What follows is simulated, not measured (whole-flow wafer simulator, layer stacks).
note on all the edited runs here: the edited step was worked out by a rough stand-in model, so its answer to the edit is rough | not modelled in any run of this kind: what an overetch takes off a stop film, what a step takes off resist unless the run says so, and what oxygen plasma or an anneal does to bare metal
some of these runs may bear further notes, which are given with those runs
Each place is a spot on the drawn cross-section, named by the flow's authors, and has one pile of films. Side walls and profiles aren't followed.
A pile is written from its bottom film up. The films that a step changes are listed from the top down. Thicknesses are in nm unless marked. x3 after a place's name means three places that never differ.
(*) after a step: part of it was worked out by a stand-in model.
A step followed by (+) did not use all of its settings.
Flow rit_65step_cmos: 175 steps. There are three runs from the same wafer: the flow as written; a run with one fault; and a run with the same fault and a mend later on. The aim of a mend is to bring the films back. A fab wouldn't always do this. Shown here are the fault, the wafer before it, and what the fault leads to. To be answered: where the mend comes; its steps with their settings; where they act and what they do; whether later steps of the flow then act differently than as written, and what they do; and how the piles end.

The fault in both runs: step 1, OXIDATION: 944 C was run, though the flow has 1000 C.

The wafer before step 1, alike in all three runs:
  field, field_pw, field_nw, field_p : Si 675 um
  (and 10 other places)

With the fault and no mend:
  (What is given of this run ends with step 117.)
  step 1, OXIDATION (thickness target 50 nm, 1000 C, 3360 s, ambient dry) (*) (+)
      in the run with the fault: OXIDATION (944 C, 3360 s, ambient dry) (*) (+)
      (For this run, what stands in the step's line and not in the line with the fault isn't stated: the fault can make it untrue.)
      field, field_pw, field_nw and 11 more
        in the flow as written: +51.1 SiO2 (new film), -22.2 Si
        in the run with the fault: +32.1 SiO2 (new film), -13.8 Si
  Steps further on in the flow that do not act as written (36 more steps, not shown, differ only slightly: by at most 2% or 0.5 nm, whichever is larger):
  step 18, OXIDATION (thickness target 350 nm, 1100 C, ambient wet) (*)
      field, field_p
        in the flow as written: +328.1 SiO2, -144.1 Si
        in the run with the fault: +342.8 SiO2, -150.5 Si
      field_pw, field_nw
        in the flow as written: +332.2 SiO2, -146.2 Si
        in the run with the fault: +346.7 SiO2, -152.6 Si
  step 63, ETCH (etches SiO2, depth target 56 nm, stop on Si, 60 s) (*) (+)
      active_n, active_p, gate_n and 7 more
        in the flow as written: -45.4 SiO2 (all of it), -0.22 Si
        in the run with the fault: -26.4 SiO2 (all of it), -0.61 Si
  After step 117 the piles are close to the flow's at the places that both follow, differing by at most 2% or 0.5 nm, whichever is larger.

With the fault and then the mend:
  After step 2 comes the mend.
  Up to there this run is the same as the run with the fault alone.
  step 2a, ETCH (depth target 37 nm, 21.5 C, 41 s)
      field, field_pw, field_nw and 11 more
        -32.1 SiO2 (all of it)
  step 2b, CLEAN (chemistry SC2, 75 C, 600 s)
      field, field_pw, field_nw and 11 more
        +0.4 chemical SiO2 (new film), -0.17 Si
  step 2c, OXIDATION (1000 C, 3360 s, ambient dry) (*) (the flow's step 1 again, with other settings)
      field, field_pw, field_nw and 11 more
        +51 SiO2 (new film), -0.4 chemical SiO2 (all of it), -22.3 Si
  Steps further on in the flow that do not act as written (17 more steps, not shown, differ only slightly: by at most 2% or 0.5 nm, whichever is larger):
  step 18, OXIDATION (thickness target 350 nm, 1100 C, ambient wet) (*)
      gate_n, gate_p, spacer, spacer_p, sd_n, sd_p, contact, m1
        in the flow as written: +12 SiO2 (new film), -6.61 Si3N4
        in the run with the mend: +12 SiO2 (new film), -6.61 Si3N4, +0.03 SiO2
  At the end the piles are close to the flow's at the places that both follow, differing by at most 2% or 0.5 nm, whichever is larger.
